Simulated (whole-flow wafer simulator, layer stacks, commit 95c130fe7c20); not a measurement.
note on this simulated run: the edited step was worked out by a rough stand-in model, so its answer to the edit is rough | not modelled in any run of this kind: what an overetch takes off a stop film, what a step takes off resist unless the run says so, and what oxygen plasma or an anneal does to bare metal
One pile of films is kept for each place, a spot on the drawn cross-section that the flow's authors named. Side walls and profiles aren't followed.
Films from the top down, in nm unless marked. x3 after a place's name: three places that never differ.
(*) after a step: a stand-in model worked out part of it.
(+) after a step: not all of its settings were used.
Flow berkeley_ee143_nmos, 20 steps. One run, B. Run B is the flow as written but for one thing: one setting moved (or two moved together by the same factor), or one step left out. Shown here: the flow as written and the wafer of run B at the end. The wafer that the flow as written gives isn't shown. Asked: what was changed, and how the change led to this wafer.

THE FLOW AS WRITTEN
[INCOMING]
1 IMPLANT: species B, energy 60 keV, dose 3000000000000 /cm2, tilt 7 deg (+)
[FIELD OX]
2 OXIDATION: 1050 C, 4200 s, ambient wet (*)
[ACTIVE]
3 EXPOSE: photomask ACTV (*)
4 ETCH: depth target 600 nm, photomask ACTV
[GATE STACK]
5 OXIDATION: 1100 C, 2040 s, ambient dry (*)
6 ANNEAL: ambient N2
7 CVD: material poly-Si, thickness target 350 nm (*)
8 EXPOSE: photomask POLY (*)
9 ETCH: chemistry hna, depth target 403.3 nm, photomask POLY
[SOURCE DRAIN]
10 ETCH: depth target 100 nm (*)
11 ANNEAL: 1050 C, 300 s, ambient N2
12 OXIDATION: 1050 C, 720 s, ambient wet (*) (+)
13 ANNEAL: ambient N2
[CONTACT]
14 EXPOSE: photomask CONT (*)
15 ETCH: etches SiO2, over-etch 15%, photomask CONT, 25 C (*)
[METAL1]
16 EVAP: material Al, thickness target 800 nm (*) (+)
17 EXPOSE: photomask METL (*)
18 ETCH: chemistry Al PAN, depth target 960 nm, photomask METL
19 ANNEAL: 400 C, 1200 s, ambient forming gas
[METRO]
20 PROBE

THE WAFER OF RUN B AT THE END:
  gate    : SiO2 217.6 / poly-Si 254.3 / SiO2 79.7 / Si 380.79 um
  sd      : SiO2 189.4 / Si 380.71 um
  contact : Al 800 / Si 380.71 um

The cause: step 2, OXIDATION: 2356 s was run, where the flow has 4200 s.

How the change led to this, step by step:
  2 OXIDATION: 1050 C, 4200 s, ambient wet (*)
      gate, sd, contact, field: SiO2 +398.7 (new film), chemical SiO2 -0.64 (all of it), Si -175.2 (as written it would be: SiO2 +566.4 (new film), chemical SiO2 -0.64 (all of it), Si -248.9)
  4 ETCH: depth target 600 nm, photomask ACTV
      gate, sd, contact: SiO2 -398.7 (all of it) (as written it would be: SiO2 -566.4 (all of it))
  5 OXIDATION: 1100 C, 2040 s, ambient dry (*)
      field: SiO2 +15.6, Si -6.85 (as written it would be: SiO2 +11.6, Si -5.1)
  12 OXIDATION: 1050 C, 720 s, ambient wet (*) (+)
      field: SiO2 +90, Si -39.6 (as written it would be: SiO2 +69.1, Si -30.4)
